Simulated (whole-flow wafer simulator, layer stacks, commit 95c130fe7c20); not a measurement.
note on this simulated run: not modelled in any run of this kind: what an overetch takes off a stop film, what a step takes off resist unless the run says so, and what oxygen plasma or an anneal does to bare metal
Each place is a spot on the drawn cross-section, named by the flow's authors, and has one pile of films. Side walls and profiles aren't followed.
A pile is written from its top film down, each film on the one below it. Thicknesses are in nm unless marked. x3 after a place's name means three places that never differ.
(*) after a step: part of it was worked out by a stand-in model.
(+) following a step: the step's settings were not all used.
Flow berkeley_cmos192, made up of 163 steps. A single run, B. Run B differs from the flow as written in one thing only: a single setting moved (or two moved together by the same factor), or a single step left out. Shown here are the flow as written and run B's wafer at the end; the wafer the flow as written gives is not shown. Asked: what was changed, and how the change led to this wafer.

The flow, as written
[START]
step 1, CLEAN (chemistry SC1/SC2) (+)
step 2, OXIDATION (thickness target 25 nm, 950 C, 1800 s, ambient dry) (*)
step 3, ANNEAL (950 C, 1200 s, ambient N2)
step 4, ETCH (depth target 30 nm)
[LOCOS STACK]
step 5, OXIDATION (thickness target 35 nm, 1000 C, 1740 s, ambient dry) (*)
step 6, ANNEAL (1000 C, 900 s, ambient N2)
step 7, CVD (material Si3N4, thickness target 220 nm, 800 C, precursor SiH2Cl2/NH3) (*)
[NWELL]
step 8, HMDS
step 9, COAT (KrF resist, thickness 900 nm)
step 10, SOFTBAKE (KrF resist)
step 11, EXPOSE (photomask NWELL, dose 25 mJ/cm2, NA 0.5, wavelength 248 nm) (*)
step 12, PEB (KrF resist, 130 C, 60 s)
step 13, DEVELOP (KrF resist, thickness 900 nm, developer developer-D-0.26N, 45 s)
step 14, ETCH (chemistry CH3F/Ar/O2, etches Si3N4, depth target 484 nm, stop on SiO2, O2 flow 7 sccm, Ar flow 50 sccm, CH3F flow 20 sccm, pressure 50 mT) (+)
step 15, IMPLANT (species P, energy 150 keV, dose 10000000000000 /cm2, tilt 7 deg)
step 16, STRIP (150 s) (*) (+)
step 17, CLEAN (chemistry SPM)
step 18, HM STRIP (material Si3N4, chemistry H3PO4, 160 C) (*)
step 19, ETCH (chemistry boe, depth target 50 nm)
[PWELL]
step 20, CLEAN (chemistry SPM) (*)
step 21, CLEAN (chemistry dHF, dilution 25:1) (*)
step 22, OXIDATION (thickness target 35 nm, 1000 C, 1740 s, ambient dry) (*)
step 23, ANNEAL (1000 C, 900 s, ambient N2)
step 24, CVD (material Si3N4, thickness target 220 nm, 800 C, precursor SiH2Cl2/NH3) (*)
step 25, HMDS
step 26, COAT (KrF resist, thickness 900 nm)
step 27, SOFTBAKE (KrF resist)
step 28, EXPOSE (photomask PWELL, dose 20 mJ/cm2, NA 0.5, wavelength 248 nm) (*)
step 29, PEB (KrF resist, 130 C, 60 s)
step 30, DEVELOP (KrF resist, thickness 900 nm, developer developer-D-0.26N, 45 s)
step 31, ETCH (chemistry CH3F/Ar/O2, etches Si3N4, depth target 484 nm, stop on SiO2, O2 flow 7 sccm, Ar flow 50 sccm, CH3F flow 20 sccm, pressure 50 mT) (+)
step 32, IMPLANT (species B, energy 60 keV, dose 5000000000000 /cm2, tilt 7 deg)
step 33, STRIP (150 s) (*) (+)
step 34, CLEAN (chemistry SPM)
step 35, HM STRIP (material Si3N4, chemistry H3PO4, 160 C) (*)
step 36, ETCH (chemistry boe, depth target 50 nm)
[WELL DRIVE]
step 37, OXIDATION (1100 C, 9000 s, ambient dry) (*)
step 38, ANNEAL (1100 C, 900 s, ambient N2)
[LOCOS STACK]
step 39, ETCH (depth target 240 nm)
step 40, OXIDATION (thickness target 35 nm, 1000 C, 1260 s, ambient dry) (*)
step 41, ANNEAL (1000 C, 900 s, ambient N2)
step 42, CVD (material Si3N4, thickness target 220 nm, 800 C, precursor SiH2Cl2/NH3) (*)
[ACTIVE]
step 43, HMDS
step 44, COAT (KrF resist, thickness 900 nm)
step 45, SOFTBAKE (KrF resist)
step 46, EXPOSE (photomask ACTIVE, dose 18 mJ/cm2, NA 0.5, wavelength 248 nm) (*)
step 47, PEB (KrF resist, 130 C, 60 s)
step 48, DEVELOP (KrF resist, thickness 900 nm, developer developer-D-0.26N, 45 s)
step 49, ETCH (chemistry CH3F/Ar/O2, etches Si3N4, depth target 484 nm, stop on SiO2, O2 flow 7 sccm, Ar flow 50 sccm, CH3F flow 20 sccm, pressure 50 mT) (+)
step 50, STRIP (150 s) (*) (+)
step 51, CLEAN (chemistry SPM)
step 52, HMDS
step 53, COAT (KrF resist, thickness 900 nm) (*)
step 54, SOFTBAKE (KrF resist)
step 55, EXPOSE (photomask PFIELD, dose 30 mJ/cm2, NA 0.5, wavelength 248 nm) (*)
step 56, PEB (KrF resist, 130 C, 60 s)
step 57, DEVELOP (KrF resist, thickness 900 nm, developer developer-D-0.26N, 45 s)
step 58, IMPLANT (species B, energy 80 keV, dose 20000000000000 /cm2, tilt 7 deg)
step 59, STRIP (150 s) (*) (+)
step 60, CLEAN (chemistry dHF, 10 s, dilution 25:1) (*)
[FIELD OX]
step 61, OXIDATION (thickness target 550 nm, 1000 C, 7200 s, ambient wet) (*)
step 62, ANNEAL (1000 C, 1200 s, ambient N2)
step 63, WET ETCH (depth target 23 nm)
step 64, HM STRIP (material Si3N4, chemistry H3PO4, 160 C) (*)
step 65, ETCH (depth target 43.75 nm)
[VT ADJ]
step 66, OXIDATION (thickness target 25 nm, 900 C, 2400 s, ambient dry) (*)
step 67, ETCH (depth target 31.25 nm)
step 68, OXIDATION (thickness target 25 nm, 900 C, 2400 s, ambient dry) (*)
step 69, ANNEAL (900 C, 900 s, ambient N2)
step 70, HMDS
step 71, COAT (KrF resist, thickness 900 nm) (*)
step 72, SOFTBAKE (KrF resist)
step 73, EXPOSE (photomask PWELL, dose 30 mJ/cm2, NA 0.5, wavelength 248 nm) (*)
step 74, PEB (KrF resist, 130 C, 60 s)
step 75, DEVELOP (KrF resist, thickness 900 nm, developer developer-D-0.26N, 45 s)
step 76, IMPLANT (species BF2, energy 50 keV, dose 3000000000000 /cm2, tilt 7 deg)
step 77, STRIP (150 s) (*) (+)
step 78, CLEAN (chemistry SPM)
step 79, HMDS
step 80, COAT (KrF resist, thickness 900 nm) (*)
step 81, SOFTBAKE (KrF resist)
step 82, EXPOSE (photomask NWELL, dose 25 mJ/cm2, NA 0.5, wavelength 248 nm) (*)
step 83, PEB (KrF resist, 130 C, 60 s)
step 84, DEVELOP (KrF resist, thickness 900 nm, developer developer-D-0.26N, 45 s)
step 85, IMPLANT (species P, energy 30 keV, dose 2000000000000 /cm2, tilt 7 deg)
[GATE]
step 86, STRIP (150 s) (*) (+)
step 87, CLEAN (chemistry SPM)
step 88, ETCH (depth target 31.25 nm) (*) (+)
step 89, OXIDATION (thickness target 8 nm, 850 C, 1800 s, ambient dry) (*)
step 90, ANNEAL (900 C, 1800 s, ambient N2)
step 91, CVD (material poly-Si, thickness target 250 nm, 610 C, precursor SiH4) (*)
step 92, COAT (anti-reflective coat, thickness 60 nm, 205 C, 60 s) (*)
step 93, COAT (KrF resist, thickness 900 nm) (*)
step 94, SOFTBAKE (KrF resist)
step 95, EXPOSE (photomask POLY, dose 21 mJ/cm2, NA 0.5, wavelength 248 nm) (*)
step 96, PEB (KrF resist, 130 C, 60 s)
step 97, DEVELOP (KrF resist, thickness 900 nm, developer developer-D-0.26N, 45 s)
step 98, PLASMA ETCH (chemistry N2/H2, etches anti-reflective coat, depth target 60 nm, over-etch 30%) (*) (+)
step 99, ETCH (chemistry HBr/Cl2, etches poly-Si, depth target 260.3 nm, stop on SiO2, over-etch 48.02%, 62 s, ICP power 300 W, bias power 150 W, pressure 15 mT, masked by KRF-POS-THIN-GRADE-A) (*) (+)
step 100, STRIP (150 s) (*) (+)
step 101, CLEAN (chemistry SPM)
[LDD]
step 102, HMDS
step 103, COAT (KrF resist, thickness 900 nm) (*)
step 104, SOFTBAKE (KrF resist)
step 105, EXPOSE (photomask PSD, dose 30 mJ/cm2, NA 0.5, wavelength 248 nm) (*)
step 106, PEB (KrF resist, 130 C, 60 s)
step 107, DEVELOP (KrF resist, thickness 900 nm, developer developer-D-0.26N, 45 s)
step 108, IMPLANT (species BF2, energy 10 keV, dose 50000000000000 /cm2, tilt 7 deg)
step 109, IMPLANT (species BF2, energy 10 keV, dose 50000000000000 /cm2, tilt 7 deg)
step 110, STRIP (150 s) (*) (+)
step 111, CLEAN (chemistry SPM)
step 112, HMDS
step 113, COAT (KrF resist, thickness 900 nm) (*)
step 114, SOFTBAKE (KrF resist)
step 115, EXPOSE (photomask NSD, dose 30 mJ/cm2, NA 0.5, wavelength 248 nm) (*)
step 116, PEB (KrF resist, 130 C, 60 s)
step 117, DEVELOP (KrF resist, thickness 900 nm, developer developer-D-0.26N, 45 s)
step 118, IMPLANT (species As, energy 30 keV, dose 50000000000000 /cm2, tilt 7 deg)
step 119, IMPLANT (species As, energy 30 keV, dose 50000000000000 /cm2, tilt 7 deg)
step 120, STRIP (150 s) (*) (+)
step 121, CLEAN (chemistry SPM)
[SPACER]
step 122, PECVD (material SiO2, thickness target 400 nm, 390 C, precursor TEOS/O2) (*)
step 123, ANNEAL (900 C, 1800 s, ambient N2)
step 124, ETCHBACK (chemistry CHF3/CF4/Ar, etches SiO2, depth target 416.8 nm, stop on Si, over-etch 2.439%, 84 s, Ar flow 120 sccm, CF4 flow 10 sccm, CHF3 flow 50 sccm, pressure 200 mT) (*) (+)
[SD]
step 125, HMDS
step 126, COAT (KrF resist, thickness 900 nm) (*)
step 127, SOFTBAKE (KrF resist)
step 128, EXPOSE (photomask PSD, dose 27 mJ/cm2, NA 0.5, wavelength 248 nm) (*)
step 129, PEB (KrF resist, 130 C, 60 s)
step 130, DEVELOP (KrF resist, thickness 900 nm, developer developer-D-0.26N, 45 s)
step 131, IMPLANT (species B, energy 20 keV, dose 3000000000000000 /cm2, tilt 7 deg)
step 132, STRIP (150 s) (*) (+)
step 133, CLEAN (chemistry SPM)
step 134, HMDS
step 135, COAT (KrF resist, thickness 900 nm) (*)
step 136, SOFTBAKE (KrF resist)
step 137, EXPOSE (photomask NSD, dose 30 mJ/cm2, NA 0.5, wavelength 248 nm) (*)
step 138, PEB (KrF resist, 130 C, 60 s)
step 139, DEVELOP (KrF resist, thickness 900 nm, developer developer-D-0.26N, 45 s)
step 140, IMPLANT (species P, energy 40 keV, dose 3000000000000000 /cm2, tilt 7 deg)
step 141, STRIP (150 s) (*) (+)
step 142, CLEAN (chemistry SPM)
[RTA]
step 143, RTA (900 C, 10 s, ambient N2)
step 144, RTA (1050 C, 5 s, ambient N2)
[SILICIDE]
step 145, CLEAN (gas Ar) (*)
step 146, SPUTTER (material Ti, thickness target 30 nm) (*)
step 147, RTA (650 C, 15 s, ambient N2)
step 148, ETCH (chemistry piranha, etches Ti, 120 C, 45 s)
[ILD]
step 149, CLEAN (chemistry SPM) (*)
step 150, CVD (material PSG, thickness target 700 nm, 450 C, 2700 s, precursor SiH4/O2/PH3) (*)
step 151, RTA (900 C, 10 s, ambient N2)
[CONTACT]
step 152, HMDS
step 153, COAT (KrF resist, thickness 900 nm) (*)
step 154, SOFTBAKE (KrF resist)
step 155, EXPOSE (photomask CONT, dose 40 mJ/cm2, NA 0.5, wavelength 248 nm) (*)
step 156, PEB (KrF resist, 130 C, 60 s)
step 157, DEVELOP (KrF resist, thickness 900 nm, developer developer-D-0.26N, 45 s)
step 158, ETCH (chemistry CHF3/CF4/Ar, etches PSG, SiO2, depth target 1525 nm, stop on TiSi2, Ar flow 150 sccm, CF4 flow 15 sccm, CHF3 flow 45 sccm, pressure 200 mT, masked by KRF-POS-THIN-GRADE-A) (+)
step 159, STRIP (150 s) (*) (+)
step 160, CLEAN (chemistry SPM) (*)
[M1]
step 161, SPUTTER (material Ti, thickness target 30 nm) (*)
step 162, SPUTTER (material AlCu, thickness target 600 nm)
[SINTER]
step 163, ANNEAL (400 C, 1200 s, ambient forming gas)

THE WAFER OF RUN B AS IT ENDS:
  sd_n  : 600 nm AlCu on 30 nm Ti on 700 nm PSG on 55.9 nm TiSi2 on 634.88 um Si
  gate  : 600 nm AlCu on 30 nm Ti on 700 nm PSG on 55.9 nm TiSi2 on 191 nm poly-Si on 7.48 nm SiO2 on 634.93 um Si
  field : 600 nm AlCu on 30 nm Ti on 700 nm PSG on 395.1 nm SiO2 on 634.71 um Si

Cause: step 37, OXIDATION: 1100 C, 9000 s, ambient dry (*), was skipped.

The path from the change to this, step by step:
  step 39, ETCH (depth target 240 nm)
      field, sd_n, spacer_n and 6 more: nothing (in the flow as written it would be: -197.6 SiO2 (all of it))
